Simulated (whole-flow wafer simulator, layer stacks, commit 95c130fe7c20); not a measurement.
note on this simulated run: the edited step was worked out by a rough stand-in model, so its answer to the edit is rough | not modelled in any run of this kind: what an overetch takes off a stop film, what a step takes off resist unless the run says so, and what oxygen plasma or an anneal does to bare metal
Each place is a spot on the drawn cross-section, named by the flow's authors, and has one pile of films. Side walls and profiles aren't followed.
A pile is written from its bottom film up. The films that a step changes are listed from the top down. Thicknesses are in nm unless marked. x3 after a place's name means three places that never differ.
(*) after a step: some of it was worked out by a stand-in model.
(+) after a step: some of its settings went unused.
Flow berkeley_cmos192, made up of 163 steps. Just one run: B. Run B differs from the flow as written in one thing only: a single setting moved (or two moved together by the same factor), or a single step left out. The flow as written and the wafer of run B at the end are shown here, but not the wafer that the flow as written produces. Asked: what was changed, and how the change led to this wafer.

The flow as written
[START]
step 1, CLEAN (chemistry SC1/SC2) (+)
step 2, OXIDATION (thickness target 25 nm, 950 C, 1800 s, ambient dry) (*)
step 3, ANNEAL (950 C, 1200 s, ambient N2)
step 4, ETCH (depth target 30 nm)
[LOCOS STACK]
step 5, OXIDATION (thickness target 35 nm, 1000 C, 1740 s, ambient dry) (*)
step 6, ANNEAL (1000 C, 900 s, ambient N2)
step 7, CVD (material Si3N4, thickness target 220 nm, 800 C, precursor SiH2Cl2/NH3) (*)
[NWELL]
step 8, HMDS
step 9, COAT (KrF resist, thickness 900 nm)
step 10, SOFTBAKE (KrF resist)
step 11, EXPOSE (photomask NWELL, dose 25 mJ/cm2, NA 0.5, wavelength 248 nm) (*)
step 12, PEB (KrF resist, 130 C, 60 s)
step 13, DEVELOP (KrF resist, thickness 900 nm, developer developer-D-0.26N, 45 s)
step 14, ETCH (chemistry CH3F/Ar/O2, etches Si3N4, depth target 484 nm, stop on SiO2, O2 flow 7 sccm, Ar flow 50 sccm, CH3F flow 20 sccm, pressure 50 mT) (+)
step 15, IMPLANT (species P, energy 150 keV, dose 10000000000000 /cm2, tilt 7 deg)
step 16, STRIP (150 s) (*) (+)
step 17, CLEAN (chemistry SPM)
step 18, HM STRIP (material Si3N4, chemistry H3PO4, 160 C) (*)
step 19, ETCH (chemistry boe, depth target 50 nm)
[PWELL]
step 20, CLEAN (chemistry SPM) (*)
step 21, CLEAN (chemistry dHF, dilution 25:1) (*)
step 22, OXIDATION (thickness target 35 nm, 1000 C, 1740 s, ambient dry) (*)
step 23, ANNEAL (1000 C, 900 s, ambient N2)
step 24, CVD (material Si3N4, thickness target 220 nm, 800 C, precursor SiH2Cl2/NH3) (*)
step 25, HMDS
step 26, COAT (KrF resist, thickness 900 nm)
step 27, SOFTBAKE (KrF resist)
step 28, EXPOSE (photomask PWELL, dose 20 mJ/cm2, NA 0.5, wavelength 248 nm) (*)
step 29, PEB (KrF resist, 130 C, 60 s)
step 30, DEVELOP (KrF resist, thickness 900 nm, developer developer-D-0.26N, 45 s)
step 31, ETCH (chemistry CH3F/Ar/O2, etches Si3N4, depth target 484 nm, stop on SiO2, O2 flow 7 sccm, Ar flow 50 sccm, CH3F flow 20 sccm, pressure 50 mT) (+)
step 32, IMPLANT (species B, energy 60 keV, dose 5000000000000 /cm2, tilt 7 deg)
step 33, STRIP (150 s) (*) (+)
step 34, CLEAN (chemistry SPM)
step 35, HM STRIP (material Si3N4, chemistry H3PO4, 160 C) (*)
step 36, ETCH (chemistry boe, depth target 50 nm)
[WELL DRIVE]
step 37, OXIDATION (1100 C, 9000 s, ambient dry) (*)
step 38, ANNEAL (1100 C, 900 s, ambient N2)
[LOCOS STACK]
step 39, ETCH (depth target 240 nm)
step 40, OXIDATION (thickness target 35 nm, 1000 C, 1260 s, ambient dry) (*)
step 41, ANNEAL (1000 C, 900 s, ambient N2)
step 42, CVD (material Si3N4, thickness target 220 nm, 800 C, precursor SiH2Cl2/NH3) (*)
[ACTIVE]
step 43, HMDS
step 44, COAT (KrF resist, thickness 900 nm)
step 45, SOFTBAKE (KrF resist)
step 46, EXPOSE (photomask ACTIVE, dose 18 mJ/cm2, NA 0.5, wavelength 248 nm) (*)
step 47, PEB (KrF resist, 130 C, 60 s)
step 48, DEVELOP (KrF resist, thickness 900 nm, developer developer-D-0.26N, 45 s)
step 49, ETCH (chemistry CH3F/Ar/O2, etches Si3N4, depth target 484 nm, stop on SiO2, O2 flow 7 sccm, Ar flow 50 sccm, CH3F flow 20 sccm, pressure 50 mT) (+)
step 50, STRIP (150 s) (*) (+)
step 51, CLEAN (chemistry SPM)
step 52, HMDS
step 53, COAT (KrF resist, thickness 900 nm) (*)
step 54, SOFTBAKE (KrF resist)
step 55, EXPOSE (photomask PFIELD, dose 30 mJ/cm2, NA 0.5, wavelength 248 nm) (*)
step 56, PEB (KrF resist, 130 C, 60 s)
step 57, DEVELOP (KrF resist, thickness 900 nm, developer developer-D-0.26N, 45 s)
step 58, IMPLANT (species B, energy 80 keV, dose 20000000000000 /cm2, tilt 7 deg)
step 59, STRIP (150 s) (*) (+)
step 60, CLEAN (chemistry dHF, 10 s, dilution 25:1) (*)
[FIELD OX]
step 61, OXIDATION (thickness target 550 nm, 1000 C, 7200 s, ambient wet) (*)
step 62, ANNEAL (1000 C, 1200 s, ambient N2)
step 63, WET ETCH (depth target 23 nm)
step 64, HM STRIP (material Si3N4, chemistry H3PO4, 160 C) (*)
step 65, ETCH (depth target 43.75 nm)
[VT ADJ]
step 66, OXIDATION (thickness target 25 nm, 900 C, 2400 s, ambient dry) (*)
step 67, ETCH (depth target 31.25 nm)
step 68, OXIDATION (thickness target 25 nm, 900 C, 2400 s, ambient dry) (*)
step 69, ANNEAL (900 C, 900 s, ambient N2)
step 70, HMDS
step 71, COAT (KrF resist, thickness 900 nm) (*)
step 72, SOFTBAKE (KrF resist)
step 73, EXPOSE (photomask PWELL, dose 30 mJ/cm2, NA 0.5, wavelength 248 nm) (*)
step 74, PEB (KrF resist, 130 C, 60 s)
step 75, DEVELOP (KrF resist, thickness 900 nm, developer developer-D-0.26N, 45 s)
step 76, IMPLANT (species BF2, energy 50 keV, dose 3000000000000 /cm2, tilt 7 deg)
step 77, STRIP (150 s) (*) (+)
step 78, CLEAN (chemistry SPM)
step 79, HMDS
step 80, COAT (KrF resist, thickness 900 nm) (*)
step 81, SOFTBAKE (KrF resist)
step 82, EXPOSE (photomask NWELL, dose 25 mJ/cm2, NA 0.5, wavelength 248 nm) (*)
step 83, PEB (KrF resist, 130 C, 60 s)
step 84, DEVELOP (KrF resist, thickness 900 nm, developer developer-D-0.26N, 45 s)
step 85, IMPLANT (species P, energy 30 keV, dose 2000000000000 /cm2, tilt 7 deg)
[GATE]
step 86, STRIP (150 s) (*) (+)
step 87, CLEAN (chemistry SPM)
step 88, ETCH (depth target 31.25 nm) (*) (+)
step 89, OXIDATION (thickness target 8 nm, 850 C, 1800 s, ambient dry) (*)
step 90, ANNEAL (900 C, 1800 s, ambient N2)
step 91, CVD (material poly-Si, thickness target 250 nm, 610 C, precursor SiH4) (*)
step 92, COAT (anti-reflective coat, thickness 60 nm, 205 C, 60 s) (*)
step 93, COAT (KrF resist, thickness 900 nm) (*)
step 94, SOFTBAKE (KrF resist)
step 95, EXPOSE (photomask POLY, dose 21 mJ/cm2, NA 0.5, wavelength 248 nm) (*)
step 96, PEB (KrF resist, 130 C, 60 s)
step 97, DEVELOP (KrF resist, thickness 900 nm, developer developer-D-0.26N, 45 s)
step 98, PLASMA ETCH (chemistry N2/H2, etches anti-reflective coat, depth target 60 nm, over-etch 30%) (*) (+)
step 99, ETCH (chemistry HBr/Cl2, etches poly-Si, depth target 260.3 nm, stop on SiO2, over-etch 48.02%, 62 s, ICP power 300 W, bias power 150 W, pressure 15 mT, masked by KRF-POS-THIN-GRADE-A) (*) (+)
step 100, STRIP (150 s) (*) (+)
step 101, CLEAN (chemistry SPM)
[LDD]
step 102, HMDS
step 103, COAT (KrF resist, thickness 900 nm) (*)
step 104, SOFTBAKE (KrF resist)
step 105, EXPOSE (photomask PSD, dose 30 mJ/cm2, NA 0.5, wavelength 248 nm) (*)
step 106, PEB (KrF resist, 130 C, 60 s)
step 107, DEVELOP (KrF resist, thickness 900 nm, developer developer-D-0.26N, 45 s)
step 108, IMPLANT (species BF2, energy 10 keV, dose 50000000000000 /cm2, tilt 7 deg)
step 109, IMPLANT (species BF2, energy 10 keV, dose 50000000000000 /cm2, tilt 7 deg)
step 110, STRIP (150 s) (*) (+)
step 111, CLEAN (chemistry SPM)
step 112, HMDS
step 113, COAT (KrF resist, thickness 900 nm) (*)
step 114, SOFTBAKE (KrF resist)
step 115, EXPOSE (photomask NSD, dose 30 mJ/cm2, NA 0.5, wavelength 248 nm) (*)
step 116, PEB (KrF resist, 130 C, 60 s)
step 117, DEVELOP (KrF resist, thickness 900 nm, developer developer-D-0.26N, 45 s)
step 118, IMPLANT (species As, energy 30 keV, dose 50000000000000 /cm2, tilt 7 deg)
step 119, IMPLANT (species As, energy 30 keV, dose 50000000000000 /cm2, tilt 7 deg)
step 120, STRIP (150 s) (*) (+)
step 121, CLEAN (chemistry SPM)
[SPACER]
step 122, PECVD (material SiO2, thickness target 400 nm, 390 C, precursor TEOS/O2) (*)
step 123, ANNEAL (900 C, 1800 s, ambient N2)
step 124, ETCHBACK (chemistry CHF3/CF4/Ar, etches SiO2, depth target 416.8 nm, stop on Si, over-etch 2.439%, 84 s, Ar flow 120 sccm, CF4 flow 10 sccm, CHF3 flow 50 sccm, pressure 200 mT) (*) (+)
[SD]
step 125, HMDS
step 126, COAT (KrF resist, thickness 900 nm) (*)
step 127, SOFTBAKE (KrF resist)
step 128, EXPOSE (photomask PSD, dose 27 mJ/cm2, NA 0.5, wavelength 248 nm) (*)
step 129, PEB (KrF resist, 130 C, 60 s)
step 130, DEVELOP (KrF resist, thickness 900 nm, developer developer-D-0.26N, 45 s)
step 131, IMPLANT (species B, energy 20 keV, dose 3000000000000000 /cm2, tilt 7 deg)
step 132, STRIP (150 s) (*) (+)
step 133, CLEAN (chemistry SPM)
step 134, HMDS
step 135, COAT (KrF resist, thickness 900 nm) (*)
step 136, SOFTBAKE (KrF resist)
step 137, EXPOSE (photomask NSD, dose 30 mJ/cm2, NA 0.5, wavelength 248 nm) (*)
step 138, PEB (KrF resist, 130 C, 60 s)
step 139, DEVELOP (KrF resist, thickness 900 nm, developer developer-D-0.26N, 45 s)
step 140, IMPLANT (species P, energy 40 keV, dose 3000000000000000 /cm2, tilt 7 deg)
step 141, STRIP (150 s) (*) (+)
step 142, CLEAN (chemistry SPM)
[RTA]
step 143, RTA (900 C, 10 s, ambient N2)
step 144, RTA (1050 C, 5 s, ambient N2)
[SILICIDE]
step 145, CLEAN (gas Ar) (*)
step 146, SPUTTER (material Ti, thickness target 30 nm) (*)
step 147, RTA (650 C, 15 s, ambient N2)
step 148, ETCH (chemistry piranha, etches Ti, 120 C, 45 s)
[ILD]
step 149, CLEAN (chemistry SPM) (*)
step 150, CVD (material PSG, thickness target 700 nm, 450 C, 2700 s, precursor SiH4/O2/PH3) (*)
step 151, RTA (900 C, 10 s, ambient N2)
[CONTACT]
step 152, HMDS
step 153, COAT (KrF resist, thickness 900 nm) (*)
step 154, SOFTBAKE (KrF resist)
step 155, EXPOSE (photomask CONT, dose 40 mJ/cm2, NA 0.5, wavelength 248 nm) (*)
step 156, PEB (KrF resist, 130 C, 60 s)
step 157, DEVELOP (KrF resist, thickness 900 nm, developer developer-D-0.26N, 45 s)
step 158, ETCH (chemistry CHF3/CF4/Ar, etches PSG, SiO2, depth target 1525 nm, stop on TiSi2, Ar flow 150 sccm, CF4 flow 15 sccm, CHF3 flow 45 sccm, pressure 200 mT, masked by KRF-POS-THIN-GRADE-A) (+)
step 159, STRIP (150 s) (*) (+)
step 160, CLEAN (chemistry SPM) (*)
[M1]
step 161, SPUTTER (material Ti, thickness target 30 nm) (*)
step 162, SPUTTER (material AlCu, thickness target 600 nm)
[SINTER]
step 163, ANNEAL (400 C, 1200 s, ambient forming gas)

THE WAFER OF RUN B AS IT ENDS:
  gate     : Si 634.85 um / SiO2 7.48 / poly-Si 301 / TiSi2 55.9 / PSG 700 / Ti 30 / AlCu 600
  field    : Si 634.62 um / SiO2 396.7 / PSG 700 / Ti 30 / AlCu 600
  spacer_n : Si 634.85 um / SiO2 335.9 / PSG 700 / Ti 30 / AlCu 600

The reason: step 91, CVD: thickness target 360 nm was run, whereas the flow has thickness target 250 nm.

How this came from the change, step by step:
  step 91, CVD (material poly-Si, thickness target 250 nm, 610 C, precursor SiH4) (*)
      field, sd_n, spacer_n and 6 more: +360 poly-Si (new film) (in the flow as written it would be: +250 poly-Si (new film))
  step 92, COAT (anti-reflective coat, thickness 60 nm, 205 C, 60 s) (*)
      field: +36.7 anti-reflective coat (new film) (in the flow as written it would be: +35.3 anti-reflective coat (new film))
      sd_n: +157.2 anti-reflective coat (new film) (in the flow as written it would be: +152.4 anti-reflective coat (new film))
      (as well as at 1 more place)
  step 98, PLASMA ETCH (chemistry N2/H2, etches anti-reflective coat, depth target 60 nm, over-etch 30%) (*) (+)
      field: -36.7 anti-reflective coat (all of it), -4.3 poly-Si (in the flow as written it would be: -35.3 anti-reflective coat (all of it), -4.18 poly-Si)
      sd_n: -157.2 anti-reflective coat (all of it), -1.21 poly-Si (in the flow as written it would be: -152.4 anti-reflective coat (all of it), -1.17 poly-Si)
      (as well as at 1 more place)
  step 99, ETCH (chemistry HBr/Cl2, etches poly-Si, depth target 260.3 nm, stop on SiO2, over-etch 48.02%, 62 s, ICP power 300 W, bias power 150 W, pressure 15 mT, masked by KRF-POS-THIN-GRADE-A) (*) (+)
      spacer_n, spacer_p: -355.6 poly-Si (all of it), -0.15 SiO2 (in the flow as written it would be: -245.8 poly-Si (all of it), -1.74 SiO2)
      field: -355.7 poly-Si (all of it), -0.15 SiO2 (in the flow as written it would be: -245.8 poly-Si (all of it), -1.74 SiO2)
      (as well as at 4 more places)
  step 103, COAT (KrF resist, thickness 900 nm) (*)
      gate: +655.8 KrF resist (new film) (in the flow as written it would be: +748 KrF resist (new film))
      gate_p: +652 KrF resist (new film) (in the flow as written it would be: +744.1 KrF resist (new film))
  step 107, DEVELOP (KrF resist, thickness 900 nm, developer developer-D-0.26N, 45 s)
      gate_p: -651 KrF resist (all of it) (in the flow as written it would be: -742.9 KrF resist (all of it))
  step 110, STRIP (150 s) (*) (+)
      gate: -640.6 KrF resist (all of it), +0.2 chemical SiO2, -0.09 poly-Si (in the flow as written it would be: -732.7 KrF resist (all of it), +0.2 chemical SiO2, -0.09 poly-Si)
  step 113, COAT (KrF resist, thickness 900 nm) (*)
      gate: +655.7 KrF resist (new film) (in the flow as written it would be: +747.9 KrF resist (new film))
      gate_p: +651.8 KrF resist (new film) (in the flow as written it would be: +743.9 KrF resist (new film))
  step 117, DEVELOP (KrF resist, thickness 900 nm, developer developer-D-0.26N, 45 s)
      gate: -654.8 KrF resist (all of it) (in the flow as written it would be: -746.8 KrF resist (all of it))
  step 120, STRIP (150 s) (*) (+)
      gate_p: -636.6 KrF resist (all of it), +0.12 chemical SiO2, -0.05 poly-Si (in the flow as written it would be: -728.6 KrF resist (all of it), +0.12 chemical SiO2, -0.05 poly-Si)
  step 124, ETCHBACK (chemistry CHF3/CF4/Ar, etches SiO2, depth target 416.8 nm, stop on Si, over-etch 2.439%, 84 s, Ar flow 120 sccm, CF4 flow 10 sccm, CHF3 flow 50 sccm, pressure 200 mT) (*) (+)
      spacer_n: -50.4 SiO2 (in the flow as written it would be: -160 SiO2)
      spacer_p: -50.3 SiO2 (in the flow as written it would be: -159.9 SiO2)
  step 126, COAT (KrF resist, thickness 900 nm) (*)
      spacer_n: +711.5 KrF resist (new film) (in the flow as written it would be: +791.6 KrF resist (new film))
      gate: +693.3 KrF resist (new film) (in the flow as written it would be: +771.5 KrF resist (new film))
      (as well as at 2 more places)
  step 130, DEVELOP (KrF resist, thickness 900 nm, developer developer-D-0.26N, 45 s)
      spacer_p: -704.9 KrF resist (all of it) (in the flow as written it would be: -784.6 KrF resist (all of it))
      gate_p: -686.6 KrF resist (all of it) (in the flow as written it would be: -764.3 KrF resist (all of it))
  step 132, STRIP (150 s) (*) (+)
      spacer_n: -696.2 KrF resist (all of it) (in the flow as written it would be: -776.1 KrF resist (all of it))
      gate: +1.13 chemical SiO2 (new film), -678.1 KrF resist (all of it), -0.5 poly-Si (in the flow as written it would be: +1.13 chemical SiO2 (new film), -756.1 KrF resist (all of it), -0.5 poly-Si)
  step 135, COAT (KrF resist, thickness 900 nm) (*)
      spacer_n: +711.7 KrF resist (new film) (in the flow as written it would be: +791.1 KrF resist (new film))
      gate: +692.9 KrF resist (new film) (in the flow as written it would be: +770.3 KrF resist (new film))
      (as well as at 2 more places)
  step 139, DEVELOP (KrF resist, thickness 900 nm, developer developer-D-0.26N, 45 s)
      spacer_n: -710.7 KrF resist (all of it) (in the flow as written it would be: -789.9 KrF resist (all of it))
      gate: -691.9 KrF resist (all of it) (in the flow as written it would be: -769.1 KrF resist (all of it))
  ... 2 other steps ...
  step 159, STRIP (150 s) (*) (+)
      spacer_n: -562 KrF resist (all of it) (in the flow as written it would be: -620.3 KrF resist (all of it))
      gate: -549.4 KrF resist (all of it) (in the flow as written it would be: -600.1 KrF resist (all of it))
      (as well as at 3 more places)
